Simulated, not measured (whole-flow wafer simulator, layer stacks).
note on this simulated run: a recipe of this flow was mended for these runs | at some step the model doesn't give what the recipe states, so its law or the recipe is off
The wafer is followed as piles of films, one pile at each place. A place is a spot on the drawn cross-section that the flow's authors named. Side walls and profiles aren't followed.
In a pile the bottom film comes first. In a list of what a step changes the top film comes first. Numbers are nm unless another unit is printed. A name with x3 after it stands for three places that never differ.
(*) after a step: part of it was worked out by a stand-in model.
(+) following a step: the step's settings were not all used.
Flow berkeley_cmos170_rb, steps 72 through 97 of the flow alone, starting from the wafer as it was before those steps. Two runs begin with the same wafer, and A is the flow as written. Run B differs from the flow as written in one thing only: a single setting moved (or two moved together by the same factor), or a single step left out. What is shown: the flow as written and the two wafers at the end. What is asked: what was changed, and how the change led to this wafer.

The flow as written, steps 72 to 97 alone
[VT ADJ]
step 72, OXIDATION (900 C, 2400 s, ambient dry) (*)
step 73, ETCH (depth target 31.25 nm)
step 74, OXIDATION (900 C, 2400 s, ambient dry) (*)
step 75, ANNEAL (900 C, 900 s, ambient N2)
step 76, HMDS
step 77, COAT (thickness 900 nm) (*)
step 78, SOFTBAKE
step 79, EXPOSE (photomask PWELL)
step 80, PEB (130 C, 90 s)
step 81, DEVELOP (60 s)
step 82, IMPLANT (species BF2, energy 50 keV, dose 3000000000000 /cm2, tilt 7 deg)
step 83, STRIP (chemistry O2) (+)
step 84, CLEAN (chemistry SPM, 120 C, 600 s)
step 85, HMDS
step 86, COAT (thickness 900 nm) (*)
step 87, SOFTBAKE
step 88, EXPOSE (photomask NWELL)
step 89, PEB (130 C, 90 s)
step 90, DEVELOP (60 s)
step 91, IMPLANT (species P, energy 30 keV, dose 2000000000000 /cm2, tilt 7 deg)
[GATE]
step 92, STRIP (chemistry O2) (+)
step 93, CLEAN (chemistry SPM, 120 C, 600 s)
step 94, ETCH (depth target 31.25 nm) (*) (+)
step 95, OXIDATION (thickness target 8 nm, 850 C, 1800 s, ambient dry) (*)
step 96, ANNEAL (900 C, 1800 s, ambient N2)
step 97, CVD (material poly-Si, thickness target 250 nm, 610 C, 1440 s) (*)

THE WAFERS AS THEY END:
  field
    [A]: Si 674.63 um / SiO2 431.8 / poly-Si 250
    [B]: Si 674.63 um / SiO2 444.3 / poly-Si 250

The reason: step 73, ETCH: depth target 18.76 nm was run, while the flow as written has depth target 31.25 nm.

How this came from the change, step by step:
  step 73, ETCH (depth target 31.25 nm)
      field: A -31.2 SiO2 | B -18.8 SiO2
